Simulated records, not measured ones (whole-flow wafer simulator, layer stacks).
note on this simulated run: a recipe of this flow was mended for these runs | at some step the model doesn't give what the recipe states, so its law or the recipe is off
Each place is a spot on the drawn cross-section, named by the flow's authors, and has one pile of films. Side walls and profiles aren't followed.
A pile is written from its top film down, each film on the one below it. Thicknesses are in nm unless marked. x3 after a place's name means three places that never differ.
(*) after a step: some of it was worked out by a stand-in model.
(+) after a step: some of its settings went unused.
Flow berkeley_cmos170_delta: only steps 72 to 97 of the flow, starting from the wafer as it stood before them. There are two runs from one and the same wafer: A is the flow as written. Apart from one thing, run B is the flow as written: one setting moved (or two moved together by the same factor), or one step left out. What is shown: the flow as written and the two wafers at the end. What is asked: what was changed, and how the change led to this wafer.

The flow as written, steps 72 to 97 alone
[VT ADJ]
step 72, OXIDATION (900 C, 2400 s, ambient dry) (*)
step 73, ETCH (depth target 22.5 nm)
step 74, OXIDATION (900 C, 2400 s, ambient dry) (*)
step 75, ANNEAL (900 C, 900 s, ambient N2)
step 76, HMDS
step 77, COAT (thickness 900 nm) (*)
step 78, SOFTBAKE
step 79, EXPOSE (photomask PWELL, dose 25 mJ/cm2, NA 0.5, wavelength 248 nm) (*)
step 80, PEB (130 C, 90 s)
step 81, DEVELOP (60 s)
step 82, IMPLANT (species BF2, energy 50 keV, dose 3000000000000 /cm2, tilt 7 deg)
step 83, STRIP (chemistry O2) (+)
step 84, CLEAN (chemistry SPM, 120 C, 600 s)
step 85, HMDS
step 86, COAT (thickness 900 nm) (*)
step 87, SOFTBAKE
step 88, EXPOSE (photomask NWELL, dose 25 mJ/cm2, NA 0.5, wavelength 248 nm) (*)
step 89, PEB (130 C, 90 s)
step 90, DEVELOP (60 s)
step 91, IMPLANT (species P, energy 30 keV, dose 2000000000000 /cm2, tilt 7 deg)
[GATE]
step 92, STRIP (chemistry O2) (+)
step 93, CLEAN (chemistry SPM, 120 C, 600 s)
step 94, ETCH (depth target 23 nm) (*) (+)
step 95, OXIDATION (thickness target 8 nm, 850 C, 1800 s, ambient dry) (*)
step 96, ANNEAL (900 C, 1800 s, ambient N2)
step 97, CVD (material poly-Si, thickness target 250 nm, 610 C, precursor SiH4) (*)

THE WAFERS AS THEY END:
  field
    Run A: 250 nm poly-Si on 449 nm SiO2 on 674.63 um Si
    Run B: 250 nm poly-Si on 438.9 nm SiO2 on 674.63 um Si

What caused this: step 73, ETCH: depth target 32.62 nm was run, whereas the flow has depth target 22.5 nm.

How this came from the change, step by step:
  step 73, ETCH (depth target 22.5 nm)
      field: A -22.5 SiO2 | B -32.6 SiO2
